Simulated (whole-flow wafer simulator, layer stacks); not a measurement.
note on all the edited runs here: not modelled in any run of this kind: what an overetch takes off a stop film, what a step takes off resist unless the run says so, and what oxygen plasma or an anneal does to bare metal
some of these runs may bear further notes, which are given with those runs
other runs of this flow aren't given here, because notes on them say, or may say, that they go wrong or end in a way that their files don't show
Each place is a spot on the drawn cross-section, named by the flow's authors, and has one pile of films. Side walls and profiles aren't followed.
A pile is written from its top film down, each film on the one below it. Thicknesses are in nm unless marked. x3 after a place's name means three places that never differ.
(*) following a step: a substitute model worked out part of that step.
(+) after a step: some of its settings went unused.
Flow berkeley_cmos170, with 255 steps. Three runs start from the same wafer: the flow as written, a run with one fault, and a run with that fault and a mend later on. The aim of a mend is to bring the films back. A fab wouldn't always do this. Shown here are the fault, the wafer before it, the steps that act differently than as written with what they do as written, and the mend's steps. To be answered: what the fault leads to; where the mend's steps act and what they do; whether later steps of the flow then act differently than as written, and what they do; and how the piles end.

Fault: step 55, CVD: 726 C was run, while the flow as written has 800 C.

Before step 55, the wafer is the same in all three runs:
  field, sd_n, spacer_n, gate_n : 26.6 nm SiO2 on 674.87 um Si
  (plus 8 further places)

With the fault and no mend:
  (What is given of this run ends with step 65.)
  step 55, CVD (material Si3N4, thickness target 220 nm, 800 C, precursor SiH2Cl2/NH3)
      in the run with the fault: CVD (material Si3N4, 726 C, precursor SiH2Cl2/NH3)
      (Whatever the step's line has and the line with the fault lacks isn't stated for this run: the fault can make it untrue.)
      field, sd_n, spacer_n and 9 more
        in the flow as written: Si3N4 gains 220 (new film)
        in the run with the fault: Si3N4 gains 74.2 (new film)
  Steps later in the flow that act otherwise than as written:
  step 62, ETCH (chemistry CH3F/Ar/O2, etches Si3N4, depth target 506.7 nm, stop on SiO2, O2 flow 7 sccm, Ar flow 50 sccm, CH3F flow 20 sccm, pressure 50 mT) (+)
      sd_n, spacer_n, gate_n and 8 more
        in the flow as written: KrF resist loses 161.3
        in the run with the fault: KrF resist loses 64.1
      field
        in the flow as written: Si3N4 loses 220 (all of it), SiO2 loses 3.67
        in the run with the fault: Si3N4 loses 74.2 (all of it), SiO2 loses 3.67
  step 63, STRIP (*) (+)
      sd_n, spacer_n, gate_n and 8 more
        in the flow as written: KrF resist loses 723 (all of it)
        in the run with the fault: KrF resist loses 820.3 (all of it)
  The piles after step 65 differ from the flow's at sd_n, spacer_n, gate_n and 8 more by more than 2% or 0.5 nm, whichever is larger.
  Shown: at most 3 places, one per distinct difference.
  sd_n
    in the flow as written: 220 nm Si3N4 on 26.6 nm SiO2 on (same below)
    in the run with the fault: 74.2 nm Si3N4 on 26.6 nm SiO2 on (same below)

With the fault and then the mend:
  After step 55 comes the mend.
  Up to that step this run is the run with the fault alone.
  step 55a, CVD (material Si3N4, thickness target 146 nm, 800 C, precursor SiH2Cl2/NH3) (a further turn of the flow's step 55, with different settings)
      field, sd_n, spacer_n and 9 more
        Si3N4 gains 146
  None of the later steps of the flow differs from how it acts as written, at any place that is followed, by more than 2% or 0.5 nm, whichever is larger.
  The piles end the same as the flow's at every place that both follow.
